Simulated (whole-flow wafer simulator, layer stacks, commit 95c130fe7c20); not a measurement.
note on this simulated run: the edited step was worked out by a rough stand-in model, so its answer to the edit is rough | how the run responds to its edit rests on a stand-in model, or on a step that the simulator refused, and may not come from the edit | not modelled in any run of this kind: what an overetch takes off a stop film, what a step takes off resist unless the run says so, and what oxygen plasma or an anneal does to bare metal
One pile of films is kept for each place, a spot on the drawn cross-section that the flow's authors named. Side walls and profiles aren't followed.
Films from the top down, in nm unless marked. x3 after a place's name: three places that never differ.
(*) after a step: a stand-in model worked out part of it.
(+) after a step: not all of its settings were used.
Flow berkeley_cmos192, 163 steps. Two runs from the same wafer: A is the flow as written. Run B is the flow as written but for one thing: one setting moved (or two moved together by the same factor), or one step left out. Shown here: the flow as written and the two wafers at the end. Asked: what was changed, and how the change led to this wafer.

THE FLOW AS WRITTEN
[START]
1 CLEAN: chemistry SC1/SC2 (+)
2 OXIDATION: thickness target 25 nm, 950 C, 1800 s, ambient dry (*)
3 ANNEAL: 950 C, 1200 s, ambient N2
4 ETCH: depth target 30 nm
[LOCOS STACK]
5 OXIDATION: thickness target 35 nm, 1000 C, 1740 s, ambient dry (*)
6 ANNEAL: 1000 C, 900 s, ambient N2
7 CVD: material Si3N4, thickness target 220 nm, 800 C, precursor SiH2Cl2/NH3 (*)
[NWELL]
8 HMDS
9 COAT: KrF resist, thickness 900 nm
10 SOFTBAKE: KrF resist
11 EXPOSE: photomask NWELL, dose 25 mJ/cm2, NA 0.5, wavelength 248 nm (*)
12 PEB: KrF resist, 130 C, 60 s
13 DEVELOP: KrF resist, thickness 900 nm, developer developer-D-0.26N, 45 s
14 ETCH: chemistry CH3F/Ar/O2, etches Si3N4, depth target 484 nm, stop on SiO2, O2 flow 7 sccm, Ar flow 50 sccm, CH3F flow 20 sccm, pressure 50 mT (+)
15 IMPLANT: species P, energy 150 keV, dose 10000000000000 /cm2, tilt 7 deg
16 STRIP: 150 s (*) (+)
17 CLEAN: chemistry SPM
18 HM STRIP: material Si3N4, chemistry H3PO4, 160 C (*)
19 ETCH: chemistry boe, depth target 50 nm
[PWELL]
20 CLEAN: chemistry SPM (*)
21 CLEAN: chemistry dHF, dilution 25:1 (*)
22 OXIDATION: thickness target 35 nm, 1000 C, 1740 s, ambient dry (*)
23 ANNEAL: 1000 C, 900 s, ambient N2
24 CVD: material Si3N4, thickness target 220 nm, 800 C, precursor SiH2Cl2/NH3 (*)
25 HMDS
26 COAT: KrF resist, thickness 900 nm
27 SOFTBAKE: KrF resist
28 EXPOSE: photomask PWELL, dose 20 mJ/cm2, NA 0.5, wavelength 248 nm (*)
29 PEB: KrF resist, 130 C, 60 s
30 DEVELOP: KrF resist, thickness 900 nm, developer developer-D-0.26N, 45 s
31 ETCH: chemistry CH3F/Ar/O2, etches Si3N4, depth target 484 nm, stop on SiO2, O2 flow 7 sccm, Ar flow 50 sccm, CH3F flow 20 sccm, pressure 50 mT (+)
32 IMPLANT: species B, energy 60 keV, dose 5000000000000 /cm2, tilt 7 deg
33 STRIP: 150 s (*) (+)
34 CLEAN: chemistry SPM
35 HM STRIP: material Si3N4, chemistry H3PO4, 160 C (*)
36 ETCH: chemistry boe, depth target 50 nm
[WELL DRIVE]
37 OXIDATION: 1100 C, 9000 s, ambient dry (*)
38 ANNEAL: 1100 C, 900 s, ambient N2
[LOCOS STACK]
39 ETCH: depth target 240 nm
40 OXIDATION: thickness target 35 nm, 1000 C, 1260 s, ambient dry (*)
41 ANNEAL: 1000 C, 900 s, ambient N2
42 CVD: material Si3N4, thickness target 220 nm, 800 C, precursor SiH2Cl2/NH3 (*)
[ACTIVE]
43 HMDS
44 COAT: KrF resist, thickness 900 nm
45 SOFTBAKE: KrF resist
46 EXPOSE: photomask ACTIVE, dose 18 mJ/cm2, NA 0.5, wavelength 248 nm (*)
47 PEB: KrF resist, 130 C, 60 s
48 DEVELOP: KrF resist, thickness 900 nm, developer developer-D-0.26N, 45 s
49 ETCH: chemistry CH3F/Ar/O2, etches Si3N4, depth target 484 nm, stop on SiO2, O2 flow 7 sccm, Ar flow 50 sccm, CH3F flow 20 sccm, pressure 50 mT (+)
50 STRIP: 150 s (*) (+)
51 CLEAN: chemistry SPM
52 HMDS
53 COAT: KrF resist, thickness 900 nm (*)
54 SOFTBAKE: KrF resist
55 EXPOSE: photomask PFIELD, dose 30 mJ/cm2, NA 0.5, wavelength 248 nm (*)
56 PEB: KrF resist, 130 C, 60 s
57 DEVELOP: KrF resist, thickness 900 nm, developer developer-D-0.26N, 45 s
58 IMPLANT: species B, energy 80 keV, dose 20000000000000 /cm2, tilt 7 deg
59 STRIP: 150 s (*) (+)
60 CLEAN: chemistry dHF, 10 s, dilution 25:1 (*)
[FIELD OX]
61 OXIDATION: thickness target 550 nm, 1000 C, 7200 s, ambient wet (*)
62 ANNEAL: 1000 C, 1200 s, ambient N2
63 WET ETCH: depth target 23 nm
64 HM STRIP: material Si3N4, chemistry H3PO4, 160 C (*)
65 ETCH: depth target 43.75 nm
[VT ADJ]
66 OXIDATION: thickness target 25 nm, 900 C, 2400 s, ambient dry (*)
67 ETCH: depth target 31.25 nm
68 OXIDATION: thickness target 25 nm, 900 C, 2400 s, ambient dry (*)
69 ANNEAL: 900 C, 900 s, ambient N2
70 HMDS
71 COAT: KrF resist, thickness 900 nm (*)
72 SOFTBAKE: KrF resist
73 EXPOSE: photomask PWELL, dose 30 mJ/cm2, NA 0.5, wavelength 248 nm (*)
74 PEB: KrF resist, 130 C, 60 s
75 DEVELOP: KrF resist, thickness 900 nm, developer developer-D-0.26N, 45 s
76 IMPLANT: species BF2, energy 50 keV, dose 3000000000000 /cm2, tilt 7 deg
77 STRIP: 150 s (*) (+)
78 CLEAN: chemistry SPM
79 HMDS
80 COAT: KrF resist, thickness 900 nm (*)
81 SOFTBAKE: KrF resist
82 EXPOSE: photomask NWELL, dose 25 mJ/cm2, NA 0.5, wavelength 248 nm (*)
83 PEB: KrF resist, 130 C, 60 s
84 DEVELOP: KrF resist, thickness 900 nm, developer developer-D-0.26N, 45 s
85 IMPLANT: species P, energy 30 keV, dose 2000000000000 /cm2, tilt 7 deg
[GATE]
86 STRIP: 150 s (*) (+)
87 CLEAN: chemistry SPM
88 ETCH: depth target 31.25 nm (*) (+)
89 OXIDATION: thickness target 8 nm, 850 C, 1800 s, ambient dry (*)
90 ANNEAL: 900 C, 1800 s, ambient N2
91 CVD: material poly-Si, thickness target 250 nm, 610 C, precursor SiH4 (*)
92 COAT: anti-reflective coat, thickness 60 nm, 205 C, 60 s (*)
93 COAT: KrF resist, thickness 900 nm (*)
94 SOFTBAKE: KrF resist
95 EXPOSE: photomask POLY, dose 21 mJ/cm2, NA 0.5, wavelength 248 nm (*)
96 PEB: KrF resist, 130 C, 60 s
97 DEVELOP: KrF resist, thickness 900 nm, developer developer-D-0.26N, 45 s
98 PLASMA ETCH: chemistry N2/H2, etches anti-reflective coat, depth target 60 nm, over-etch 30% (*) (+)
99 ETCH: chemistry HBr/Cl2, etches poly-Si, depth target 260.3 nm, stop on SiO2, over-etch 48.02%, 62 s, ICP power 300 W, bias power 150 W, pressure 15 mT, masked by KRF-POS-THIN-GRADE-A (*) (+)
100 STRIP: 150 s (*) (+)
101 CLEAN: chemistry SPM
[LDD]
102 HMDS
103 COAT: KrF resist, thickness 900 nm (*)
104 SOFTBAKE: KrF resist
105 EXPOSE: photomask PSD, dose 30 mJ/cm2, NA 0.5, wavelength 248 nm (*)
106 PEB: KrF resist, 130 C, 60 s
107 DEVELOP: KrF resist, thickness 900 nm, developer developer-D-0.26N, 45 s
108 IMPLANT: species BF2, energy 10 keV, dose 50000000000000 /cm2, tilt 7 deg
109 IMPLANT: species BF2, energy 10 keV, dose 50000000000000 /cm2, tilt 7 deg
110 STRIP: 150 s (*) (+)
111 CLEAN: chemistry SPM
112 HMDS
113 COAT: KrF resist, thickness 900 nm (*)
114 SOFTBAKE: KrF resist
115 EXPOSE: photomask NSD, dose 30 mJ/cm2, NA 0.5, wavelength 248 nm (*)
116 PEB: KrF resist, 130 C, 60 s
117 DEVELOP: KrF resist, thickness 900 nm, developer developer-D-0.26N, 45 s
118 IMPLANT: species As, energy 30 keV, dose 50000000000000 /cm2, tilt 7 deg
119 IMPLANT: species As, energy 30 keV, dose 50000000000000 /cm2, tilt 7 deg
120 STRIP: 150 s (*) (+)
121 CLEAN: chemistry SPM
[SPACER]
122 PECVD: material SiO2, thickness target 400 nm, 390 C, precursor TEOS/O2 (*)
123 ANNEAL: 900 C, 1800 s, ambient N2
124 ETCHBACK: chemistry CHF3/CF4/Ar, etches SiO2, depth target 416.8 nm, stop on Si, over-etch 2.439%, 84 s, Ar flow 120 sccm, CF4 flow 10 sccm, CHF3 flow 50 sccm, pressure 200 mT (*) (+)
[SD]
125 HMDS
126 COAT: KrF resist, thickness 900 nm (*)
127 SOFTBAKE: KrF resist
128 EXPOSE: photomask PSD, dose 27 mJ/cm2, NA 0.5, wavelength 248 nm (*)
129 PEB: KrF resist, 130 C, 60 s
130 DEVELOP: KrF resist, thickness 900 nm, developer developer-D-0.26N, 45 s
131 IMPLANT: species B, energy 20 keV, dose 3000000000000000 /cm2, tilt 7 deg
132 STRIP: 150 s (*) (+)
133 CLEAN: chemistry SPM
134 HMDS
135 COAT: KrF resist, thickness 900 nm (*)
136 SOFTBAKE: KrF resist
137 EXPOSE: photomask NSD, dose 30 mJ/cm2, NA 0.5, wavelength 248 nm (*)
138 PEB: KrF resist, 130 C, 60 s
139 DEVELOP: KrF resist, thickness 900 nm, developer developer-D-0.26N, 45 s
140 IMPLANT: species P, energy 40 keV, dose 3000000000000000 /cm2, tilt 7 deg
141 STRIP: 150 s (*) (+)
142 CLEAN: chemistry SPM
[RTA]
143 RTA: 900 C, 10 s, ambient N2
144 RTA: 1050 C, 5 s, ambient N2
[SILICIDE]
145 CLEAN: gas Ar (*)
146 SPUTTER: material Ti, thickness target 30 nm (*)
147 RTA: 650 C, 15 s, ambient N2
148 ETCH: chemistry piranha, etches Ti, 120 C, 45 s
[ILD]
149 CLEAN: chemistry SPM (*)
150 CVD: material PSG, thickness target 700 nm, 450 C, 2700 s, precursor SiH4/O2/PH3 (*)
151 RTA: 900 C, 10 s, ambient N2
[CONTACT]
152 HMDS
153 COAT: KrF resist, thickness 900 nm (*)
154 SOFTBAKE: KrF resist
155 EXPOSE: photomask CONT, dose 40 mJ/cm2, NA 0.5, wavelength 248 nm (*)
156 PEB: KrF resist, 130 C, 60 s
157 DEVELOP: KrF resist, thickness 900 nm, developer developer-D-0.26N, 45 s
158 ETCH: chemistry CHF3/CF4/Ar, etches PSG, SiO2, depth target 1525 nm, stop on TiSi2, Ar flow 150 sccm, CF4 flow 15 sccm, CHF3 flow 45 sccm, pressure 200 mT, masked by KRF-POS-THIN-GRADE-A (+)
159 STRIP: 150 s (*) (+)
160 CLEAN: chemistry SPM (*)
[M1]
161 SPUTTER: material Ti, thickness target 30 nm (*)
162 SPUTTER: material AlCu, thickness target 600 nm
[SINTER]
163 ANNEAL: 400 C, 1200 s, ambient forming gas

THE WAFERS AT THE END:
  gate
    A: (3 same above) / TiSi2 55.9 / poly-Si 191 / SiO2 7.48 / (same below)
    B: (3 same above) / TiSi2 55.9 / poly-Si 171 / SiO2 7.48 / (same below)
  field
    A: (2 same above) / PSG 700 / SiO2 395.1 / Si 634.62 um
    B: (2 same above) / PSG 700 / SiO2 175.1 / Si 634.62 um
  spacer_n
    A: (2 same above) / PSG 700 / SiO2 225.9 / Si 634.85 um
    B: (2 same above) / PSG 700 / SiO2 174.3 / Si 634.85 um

The cause: step 122, PECVD: thickness target 180 nm was run, where the flow has thickness target 400 nm.

How the change led to this, step by step:
  122 PECVD: material SiO2, thickness target 400 nm, 390 C, precursor TEOS/O2 (*)
      field, sd_n, contact, m1: A SiO2 +400 | B SiO2 +180
      spacer_n, sd_p, spacer_p: A SiO2 +385.5 | B SiO2 +173.9
      (and at 2 more places)
  124 ETCHBACK: chemistry CHF3/CF4/Ar, etches SiO2, depth target 416.8 nm, stop on Si, over-etch 2.439%, 84 s, Ar flow 120 sccm, CF4 flow 10 sccm, CHF3 flow 50 sccm, pressure 200 mT (*) (+)
      spacer_n: A SiO2 -160 | B nothing
      spacer_p: A SiO2 -159.9 | B nothing
      (and at 6 more places)
  126 COAT: KrF resist, thickness 900 nm (*)
      field: A KrF resist +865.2 (new film) | B KrF resist +918.7 (new film)
      sd_n: A KrF resist +999.7 (new film) | B KrF resist +880.1 (new film)
      (and at 7 more places)
  130 DEVELOP: KrF resist, thickness 900 nm, developer developer-D-0.26N, 45 s
      sd_p: A KrF resist -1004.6 (all of it) | B KrF resist -903.8 (all of it)
      spacer_p: A KrF resist -784.6 (all of it) | B KrF resist -749.7 (all of it)
      (and at 1 more place)
  132 STRIP: 150 s (*) (+)
      field: A KrF resist -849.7 (all of it) | B KrF resist -903 (all of it)
      sd_n: A chemical SiO2 +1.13 (new film), KrF resist -983.9 (all of it), Si -0.5 | B chemical SiO2 +1.14 (new film), KrF resist -864.5 (all of it), Si -0.5
      (and at 4 more places)
  135 COAT: KrF resist, thickness 900 nm (*)
      field: A KrF resist +865 (new film) | B KrF resist +919 (new film)
      sd_n: A KrF resist +999.2 (new film) | B KrF resist +879.8 (new film)
      (and at 7 more places)
  139 DEVELOP: KrF resist, thickness 900 nm, developer developer-D-0.26N, 45 s
      sd_n: A KrF resist -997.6 (all of it) | B KrF resist -878.4 (all of it)
      spacer_n: A KrF resist -789.9 (all of it) | B KrF resist -749 (all of it)
      (and at 2 more places)
  141 STRIP: 150 s (*) (+)
      field: A KrF resist -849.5 (all of it) | B KrF resist -903.4 (all of it)
      sd_p: A KrF resist -989.8 (all of it), chemical SiO2 +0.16, Si -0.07 | B KrF resist -889.3 (all of it), chemical SiO2 +0.17, Si -0.07
      (and at 3 more places)
  146 SPUTTER: material Ti, thickness target 30 nm (*)
      sd_p: A Ti +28 (new film) | B Ti +30 (new film)
  147 RTA: 650 C, 15 s, ambient N2
      sd_p: A Ti -21.9, TiSi first +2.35 (new film), TiSi2 C49 +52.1 (new film), Si -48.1 | B Ti -23.4, TiSi first +6.2 (new film), TiSi2 C49 +50.3 (new film), Si -49
  150 CVD: material PSG, thickness target 700 nm, 450 C, 2700 s, precursor SiH4/O2/PH3 (*)
      sd_p: A PSG +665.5 (new film) | B PSG +700 (new film)
  151 RTA: 900 C, 10 s, ambient N2
      sd_p: A under 1 film: TiSi2 +52.2 (new film), TiSi first -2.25 (all of it), TiSi2 C49 -52.1 (all of it), Si -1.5 | B under 1 film: TiSi2 +55.9 (new film), TiSi first -6.09 (all of it), TiSi2 C49 -50.3 (all of it), Si -4.05
  153 COAT: KrF resist, thickness 900 nm (*)
      field: A KrF resist +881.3 (new film) | B KrF resist +927.1 (new film)
      sd_n: A KrF resist +1002.2 (new film) | B KrF resist +880 (new film)
      (and at 7 more places)
  157 DEVELOP: KrF resist, thickness 900 nm, developer developer-D-0.26N, 45 s
      contact: A KrF resist -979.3 (all of it) | B KrF resist -881.5 (all of it)
  159 STRIP: 150 s (*) (+)
      field: A KrF resist -671.6 (all of it) | B KrF resist -717.4 (all of it)
      sd_n: A KrF resist -792.3 (all of it) | B KrF resist -670.4 (all of it)
      (and at 6 more places)
  161 SPUTTER: material Ti, thickness target 30 nm (*)
      sd_p: A Ti +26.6 (new film) | B Ti +30 (new film)
  162 SPUTTER: material AlCu, thickness target 600 nm
      sd_p: A AlCu +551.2 (new film) | B AlCu +600 (new film)
